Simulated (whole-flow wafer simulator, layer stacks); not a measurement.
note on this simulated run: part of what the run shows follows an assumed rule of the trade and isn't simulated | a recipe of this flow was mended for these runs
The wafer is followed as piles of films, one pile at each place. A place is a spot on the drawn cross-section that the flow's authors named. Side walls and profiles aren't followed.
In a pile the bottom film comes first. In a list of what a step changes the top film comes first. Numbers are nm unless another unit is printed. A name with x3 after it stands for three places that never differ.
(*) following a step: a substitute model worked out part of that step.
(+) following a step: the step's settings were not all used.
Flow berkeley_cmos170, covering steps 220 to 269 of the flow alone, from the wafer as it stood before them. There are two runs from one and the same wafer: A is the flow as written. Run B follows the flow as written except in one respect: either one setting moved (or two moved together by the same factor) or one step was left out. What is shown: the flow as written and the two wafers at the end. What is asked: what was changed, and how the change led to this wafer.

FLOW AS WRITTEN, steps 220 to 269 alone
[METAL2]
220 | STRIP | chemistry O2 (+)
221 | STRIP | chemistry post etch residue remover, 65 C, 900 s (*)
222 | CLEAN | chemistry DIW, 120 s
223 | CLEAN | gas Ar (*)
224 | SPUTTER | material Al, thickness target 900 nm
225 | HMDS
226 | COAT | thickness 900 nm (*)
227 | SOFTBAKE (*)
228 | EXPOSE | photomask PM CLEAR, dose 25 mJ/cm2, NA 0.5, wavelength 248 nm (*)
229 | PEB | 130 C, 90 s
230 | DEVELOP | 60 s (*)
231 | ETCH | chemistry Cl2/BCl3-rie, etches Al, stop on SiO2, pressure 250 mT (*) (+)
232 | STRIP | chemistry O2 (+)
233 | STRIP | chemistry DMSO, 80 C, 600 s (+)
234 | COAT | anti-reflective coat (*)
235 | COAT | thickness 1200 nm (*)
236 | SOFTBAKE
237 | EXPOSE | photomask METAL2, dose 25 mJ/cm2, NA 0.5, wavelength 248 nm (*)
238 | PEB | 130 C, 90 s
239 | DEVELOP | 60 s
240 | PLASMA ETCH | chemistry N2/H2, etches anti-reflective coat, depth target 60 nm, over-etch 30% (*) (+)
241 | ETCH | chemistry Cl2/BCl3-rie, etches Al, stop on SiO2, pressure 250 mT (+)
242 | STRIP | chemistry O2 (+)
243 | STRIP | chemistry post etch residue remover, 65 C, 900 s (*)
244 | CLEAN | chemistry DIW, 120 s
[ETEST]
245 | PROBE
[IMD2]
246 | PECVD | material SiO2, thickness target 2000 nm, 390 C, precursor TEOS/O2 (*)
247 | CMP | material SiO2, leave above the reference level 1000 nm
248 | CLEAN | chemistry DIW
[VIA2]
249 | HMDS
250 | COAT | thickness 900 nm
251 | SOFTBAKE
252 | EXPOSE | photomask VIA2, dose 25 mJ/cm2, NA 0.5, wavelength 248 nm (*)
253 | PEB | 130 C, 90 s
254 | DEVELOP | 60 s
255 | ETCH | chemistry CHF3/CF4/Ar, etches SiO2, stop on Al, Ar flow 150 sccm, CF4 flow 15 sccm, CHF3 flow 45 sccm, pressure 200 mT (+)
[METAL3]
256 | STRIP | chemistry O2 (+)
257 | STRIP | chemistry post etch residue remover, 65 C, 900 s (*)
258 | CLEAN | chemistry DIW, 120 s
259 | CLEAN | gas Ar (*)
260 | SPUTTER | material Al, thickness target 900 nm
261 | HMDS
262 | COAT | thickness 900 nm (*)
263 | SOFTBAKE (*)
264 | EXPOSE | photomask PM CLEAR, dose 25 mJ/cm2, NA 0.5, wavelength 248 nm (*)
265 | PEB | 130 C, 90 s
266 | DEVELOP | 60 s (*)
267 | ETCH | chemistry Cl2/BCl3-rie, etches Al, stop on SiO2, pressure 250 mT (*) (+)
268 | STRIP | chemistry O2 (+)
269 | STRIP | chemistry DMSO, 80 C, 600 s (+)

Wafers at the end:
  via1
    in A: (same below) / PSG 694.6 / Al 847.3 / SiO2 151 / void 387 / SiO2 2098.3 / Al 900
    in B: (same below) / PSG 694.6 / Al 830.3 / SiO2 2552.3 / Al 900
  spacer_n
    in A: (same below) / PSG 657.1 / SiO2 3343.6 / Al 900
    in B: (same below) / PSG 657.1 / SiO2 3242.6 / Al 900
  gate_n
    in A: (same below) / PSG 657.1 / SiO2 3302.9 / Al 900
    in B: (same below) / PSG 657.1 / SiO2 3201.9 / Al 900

The reason: step 224, SPUTTER: thickness target 799 nm was run, whereas the flow has thickness target 900 nm.

How this came from the change, step by step:
  224 | SPUTTER | material Al, thickness target 900 nm
      field, mark, sd_n and 9 more: A +900 Al (new film) | B +799 Al (new film)
      via1: A +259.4 Al | B +242.4 Al
  226 | COAT | thickness 900 nm (*)
      via1: A +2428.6 KrF-resist (new film) | B +2347.7 KrF-resist (new film)
  229 | PEB | 130 C, 90 s
      via1: A -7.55 KrF-resist | B -6.98 KrF-resist
  231 | ETCH | chemistry Cl2/BCl3-rie, etches Al, stop on SiO2, pressure 250 mT (*) (+)
      field, sd_n, spacer_n and 9 more: A -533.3 KrF-resist | B -482.8 KrF-resist
      mark: A -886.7 Al (all of it), -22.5 SiO2 | B -785.7 Al (all of it), -22.5 SiO2
  232 | STRIP | chemistry O2 (+)
      field, spacer_n, gate_n: A -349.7 KrF-resist (all of it) | B -400.2 KrF-resist (all of it)
      sd_n: A -347 KrF-resist (all of it) | B -397.6 KrF-resist (all of it)
      (also at 7 further places)
  234 | COAT | anti-reflective coat (*)
      via1: A +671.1 anti-reflective coat (new film) | B +630.4 anti-reflective coat (new film)
  235 | COAT | thickness 1200 nm (*)
      via1: A +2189 KrF-resist (new film) | B +2144 KrF-resist (new film)
  241 | ETCH | chemistry Cl2/BCl3-rie, etches Al, stop on SiO2, pressure 250 mT (+)
      field, sd_n, spacer_n, gate_n, sd_p, spacer_p, gate_p: A -900 Al (all of it), -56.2 SiO2 | B -799 Al (all of it), -56.2 SiO2
      contact, m1, via1, m2, via2: A -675 KrF-resist | B -624.5 KrF-resist
      (also at 1 further place)
  242 | STRIP | chemistry O2 (+)
      contact: A -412 KrF-resist (all of it), -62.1 anti-reflective coat (all of it) | B -462.1 KrF-resist (all of it), -62 anti-reflective coat (all of it)
      m1: A -433.1 KrF-resist (all of it), -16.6 anti-reflective coat (all of it) | B -482.1 KrF-resist (all of it), -16.6 anti-reflective coat (all of it)
      (also at 3 further places)
  246 | PECVD | material SiO2, thickness target 2000 nm, 390 C, precursor TEOS/O2 (*)
      via1: A +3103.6 SiO2 (new film), +387 void (new film), +151 SiO2 (new film) | B +3557.7 SiO2 (new film)
  247 | CMP | material SiO2, leave above the reference level 1000 nm
      mark: A nothing | B -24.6 SiO2
      field, sd_n, spacer_n, gate_n, sd_p, spacer_p, gate_p: A -46.6 SiO2 | B -147.6 SiO2
